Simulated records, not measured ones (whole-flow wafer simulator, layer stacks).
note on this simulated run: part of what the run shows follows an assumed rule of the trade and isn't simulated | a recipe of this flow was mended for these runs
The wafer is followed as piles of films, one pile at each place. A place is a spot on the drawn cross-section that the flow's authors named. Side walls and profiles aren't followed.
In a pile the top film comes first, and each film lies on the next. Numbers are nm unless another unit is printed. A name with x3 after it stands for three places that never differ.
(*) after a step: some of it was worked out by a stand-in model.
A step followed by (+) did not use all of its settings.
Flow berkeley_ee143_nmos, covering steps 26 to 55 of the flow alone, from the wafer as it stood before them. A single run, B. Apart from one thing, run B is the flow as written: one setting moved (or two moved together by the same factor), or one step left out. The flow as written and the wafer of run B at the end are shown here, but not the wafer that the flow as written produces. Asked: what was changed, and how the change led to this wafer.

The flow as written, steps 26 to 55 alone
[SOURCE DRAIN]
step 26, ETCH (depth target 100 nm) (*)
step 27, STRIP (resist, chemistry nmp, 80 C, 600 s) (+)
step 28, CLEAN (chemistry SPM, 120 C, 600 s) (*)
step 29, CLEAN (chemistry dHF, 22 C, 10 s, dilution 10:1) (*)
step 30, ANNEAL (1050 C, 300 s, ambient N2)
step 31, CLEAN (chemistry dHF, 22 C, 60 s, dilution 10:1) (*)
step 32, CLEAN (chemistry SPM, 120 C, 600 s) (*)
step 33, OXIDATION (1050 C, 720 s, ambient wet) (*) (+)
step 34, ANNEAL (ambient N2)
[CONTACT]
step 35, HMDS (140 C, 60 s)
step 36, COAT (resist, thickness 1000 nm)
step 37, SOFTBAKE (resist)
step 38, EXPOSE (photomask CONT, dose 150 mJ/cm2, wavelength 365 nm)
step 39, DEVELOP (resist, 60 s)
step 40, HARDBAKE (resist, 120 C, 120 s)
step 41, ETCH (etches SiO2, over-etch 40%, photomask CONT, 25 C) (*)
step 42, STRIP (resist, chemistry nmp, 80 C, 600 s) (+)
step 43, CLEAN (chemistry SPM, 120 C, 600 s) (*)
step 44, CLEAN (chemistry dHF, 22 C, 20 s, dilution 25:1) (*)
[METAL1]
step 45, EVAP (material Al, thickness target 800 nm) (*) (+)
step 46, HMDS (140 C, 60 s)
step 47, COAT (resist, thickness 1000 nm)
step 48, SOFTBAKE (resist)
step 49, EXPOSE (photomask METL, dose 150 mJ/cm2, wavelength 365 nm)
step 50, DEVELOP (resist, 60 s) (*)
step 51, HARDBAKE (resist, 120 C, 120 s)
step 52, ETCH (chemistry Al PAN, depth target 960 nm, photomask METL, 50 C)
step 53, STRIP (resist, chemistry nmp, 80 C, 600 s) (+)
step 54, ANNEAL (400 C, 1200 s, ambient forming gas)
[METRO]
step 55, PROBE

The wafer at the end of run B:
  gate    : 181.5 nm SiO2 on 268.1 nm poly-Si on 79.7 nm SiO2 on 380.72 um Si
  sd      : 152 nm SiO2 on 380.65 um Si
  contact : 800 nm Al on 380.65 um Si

Cause: step 33, OXIDATION: 1027 C was run, whereas the flow has 1050 C.

The path from the change to this, step by step:
  step 33, OXIDATION (1050 C, 720 s, ambient wet) (*) (+)
      sd, contact: SiO2 gains 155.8 (new film), chemical SiO2 loses 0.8 (all of it), Si loses 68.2 (as written it would have been: SiO2 gains 189.4 (new film), chemical SiO2 loses 0.8 (all of it), Si loses 83)
      gate: SiO2 gains 185.4 (new film), chemical SiO2 loses 0.8 (all of it), poly-Si loses 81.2 (as written it would have been: SiO2 gains 217.6 (new film), chemical SiO2 loses 0.8 (all of it), poly-Si loses 95.4)
      (also at 1 further place)
  step 41, ETCH (etches SiO2, over-etch 40%, photomask CONT, 25 C) (*)
      contact: SiO2 loses 155.8 (all of it) (as written it would have been: SiO2 loses 189.4 (all of it))
